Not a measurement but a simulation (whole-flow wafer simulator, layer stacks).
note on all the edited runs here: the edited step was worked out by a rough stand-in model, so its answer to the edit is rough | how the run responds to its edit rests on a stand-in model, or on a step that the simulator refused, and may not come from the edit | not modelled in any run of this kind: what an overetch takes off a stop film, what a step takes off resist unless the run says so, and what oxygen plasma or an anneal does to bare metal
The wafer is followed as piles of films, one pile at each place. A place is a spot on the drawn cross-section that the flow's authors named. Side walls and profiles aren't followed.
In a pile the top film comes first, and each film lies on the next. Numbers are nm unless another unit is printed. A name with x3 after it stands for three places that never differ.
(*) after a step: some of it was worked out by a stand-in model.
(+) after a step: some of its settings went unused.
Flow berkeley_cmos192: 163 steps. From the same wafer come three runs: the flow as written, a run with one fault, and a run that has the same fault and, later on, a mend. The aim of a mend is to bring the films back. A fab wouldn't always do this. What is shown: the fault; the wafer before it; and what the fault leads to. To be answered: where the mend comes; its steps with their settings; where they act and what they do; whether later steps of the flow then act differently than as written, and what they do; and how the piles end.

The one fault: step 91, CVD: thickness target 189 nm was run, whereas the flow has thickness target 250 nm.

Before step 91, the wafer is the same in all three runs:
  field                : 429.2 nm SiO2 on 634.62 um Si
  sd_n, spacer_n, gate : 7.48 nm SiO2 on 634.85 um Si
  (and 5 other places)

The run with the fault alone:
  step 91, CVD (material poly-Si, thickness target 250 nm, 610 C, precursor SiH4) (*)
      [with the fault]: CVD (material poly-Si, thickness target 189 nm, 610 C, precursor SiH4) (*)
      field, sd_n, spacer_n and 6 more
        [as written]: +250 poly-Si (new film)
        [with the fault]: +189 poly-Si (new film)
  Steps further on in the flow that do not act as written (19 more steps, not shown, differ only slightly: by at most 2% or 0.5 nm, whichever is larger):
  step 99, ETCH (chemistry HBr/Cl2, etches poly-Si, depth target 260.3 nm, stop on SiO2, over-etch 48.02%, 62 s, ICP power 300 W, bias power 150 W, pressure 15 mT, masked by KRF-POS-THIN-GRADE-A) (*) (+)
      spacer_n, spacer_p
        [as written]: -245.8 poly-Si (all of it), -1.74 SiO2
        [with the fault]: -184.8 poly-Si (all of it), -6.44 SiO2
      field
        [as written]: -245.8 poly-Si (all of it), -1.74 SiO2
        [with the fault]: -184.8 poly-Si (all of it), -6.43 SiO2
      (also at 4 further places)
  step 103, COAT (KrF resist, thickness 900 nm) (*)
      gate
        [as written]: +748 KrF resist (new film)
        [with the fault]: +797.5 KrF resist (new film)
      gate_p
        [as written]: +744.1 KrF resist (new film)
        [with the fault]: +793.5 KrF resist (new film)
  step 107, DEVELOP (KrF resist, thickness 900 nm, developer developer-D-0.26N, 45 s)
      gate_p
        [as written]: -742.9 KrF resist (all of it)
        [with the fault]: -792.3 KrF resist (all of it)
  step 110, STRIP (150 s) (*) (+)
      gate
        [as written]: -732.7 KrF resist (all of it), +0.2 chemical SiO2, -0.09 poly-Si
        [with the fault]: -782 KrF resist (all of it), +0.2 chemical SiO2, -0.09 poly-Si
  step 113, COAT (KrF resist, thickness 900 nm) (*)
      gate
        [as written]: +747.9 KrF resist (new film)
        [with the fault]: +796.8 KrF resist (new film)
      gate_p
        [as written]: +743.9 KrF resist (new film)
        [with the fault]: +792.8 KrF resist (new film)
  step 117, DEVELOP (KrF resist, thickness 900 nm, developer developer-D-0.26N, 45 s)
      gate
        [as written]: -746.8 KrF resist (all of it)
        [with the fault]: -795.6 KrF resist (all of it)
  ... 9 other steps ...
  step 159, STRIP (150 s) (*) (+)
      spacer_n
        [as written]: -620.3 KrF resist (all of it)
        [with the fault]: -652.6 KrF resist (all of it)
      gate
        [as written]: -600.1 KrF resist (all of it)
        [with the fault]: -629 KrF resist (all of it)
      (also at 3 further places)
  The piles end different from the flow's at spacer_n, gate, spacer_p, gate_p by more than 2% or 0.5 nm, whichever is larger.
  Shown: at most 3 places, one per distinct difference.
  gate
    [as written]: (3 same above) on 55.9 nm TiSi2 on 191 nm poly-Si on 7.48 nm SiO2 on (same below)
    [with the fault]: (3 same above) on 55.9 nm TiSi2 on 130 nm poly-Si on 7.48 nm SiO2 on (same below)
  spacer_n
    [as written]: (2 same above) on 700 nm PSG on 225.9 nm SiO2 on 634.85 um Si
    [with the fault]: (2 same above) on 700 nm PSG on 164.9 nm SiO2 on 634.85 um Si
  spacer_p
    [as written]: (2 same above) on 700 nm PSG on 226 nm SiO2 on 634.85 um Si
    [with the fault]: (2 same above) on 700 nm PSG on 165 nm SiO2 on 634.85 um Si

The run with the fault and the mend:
  The mend follows step 91.
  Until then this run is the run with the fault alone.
  step 91a, ETCH (chemistry tmah, depth target 217.3 nm)
      field, sd_n, spacer_n and 6 more
        -189 poly-Si (all of it)
  step 91b, CLEAN (chemistry SPM) (*) (the flow's step 87, run once more)
      leaves every film unchanged at each place that is followed
  step 91c, CVD (material poly-Si, thickness target 250 nm, 610 C, precursor SiH4) (*) (the flow's step 91, run once more)
      field, sd_n, spacer_n and 6 more
        +250 poly-Si (new film)
  Later steps of the flow that are run all act as written at every place that is followed, up to a difference of at most 2% or 0.5 nm, whichever is larger.
  By the end, the piles equal the flow's at every place that both follow.
